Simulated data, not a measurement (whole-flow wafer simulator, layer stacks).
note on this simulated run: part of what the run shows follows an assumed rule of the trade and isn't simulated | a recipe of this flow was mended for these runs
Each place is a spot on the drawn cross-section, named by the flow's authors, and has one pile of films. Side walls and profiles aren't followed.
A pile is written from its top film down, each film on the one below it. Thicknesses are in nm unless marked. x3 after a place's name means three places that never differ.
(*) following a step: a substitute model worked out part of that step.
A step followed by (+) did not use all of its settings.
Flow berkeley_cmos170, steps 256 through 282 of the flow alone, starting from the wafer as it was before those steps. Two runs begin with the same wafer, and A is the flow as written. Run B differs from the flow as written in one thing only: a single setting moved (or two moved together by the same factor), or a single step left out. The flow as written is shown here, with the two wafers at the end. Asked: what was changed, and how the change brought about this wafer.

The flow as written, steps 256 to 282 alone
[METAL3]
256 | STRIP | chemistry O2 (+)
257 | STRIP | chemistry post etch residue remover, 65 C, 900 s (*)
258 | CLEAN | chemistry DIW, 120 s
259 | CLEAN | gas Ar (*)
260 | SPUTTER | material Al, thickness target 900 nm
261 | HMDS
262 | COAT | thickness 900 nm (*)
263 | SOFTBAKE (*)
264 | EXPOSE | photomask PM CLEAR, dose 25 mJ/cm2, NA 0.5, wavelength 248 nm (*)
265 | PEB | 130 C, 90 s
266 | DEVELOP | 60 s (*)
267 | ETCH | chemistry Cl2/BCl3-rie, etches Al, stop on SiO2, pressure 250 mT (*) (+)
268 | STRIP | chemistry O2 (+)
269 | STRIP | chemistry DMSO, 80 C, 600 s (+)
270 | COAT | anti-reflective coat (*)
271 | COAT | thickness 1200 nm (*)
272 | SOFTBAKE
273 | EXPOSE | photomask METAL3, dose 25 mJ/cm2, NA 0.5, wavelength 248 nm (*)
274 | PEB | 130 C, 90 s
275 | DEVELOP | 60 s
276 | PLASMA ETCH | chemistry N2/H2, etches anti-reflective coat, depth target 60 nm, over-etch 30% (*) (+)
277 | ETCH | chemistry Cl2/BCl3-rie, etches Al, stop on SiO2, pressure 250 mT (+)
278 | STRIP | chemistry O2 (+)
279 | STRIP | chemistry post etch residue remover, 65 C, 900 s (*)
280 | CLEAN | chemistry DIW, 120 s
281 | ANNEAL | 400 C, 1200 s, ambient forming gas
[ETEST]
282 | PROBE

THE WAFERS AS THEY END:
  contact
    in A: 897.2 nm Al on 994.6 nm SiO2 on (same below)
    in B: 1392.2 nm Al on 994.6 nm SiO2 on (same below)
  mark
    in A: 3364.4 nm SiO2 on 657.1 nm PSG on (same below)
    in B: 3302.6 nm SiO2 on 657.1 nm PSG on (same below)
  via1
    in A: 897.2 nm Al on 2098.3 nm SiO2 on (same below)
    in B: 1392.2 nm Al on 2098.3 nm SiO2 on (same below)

The reason: step 260, SPUTTER: thickness target 1395 nm was run, whereas the flow has thickness target 900 nm.

Step by step, how the change led to this:
  260 | SPUTTER | material Al, thickness target 900 nm
      field, mark, sd_n and 9 more: A Al gains 900 (new film) | B Al gains 1395 (new film)
      via2: A Al gains 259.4 | B Al gains 309
  262 | COAT | thickness 900 nm (*)
      via2: A KrF-resist gains 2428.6 (new film) | B KrF-resist gains 2852.9 (new film)
  265 | PEB | 130 C, 90 s
      via2: A KrF-resist loses 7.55 | B KrF-resist loses 10.6
  267 | ETCH | chemistry Cl2/BCl3-rie, etches Al, stop on SiO2, pressure 250 mT (*) (+)
      field, sd_n, spacer_n and 9 more: A KrF-resist loses 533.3 | B KrF-resist loses 780.8
      mark: A Al loses 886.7 (all of it), SiO2 loses 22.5 | B Al loses 1381.7 (all of it), SiO2 loses 22.5
  268 | STRIP | chemistry O2 (+)
      field, spacer_n, gate_n: A KrF-resist loses 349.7 (all of it) | B KrF-resist loses 102.2 (all of it)
      spacer_p, gate_p: A KrF-resist loses 349.6 (all of it) | B KrF-resist loses 102 (all of it)
      (also at 7 further places)
  270 | COAT | anti-reflective coat (*)
      via2: A anti-reflective coat gains 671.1 (new film) | B anti-reflective coat gains 879.2 (new film)
  271 | COAT | thickness 1200 nm (*)
      m1: A KrF-resist gains 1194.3 (new film) | B KrF-resist gains 1167 (new film)
      m2: A KrF-resist gains 1207.4 (new film) | B KrF-resist gains 1168.8 (new film)
      (also at 1 further place)
  274 | PEB | 130 C, 90 s
      via2: A KrF-resist loses 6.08 | B KrF-resist loses 7.31
  277 | ETCH | chemistry Cl2/BCl3-rie, etches Al, stop on SiO2, pressure 250 mT (+)
      field, sd_n, spacer_n, gate_n, sd_p, spacer_p, gate_p: A Al loses 900 (all of it), SiO2 loses 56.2 | B Al loses 1395 (all of it), SiO2 loses 56.2
      contact, m1, via1, m2, via2: A KrF-resist loses 675 | B KrF-resist loses 922.5
      (also at 1 further place)
  278 | STRIP | chemistry O2 (+)
      contact: A KrF-resist loses 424 (all of it), anti-reflective coat loses 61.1 (all of it) | B KrF-resist loses 175.1 (all of it), anti-reflective coat loses 60.9 (all of it)
      m1: A KrF-resist loses 423.6 (all of it), anti-reflective coat loses 40.9 (all of it) | B KrF-resist loses 148.8 (all of it), anti-reflective coat loses 41.4 (all of it)
      (also at 3 further places)
